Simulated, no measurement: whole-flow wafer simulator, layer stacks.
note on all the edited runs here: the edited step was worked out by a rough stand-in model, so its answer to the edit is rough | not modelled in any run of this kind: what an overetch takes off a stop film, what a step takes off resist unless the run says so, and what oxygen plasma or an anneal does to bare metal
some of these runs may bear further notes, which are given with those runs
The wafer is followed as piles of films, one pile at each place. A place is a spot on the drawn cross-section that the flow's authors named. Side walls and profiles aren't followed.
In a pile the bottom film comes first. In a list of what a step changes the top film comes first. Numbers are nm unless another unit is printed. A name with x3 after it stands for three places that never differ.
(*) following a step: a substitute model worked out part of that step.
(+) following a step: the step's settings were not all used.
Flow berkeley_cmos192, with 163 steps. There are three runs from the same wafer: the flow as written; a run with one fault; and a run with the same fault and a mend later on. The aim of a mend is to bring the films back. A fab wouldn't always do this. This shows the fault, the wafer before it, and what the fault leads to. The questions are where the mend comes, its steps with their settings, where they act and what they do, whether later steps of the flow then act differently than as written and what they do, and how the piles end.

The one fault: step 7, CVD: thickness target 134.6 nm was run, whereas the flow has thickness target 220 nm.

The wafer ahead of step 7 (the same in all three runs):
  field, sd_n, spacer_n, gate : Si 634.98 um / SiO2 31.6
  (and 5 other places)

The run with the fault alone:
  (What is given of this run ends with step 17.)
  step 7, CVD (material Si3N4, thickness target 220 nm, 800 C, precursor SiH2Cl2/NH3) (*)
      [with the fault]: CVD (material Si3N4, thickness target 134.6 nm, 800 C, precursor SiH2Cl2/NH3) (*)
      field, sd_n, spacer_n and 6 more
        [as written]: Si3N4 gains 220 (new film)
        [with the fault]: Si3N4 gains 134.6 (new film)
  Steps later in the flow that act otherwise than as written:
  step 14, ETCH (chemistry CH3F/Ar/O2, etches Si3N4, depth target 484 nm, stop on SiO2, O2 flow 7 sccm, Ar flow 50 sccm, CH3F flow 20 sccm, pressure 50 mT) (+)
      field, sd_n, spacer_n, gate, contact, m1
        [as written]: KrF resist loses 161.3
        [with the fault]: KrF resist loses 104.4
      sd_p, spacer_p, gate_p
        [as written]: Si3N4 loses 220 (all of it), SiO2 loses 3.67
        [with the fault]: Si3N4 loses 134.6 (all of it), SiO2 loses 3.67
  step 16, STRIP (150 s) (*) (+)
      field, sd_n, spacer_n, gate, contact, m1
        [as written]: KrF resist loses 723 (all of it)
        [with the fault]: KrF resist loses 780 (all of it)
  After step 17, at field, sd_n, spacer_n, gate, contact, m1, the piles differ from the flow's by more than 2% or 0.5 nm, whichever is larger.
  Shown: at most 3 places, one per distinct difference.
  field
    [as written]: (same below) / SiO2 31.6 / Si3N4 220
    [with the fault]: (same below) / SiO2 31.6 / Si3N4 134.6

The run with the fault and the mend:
  The mend follows step 13.
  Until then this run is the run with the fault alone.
  step 13a, STRIP (150 s) (*) (+)
      field, sd_n, spacer_n, gate, contact, m1
        KrF resist loses 884.4 (all of it)
  step 13b, CLEAN (chemistry SC1/SC2) (*) (the flow's step 1 again)
      leaves every film unchanged at each place that is followed
  step 13c, CVD (material Si3N4, thickness target 85.36 nm, 800 C, precursor SiH2Cl2/NH3) (*) (the flow's step 7 again, with other settings)
      field, sd_n, spacer_n and 6 more
        Si3N4 gains 85.4
  step 13d, HMDS (the flow's step 8 again)
      leaves every film unchanged at each place that is followed
  step 13e, COAT (KrF resist, thickness 900 nm) (the flow's step 9 again)
      field, sd_n, spacer_n and 6 more
        KrF resist gains 900 (new film)
  step 13f, SOFTBAKE (KrF resist) (the flow's step 10 again)
      leaves every film unchanged at each place that is followed
  step 13g, EXPOSE (photomask NWELL, dose 25 mJ/cm2, NA 0.5, wavelength 248 nm) (*) (the flow's step 11 again)
      leaves every film unchanged at each place that is followed
  step 13h, PEB (KrF resist, 130 C, 60 s) (the flow's step 12 again)
      field, sd_n, spacer_n and 6 more
        KrF resist loses 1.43
  step 13i, DEVELOP (KrF resist, thickness 900 nm, developer developer-D-0.26N, 45 s) (the flow's step 13 again)
      field, sd_n, spacer_n, gate, contact, m1
        KrF resist loses 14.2
      sd_p, spacer_p, gate_p
        KrF resist loses 898.6 (all of it)
  None of the later steps of the flow differs from how it acts as written, at any place that is followed, by more than 2% or 0.5 nm, whichever is larger.
  At every place that both follow, the piles at the end match the flow's.
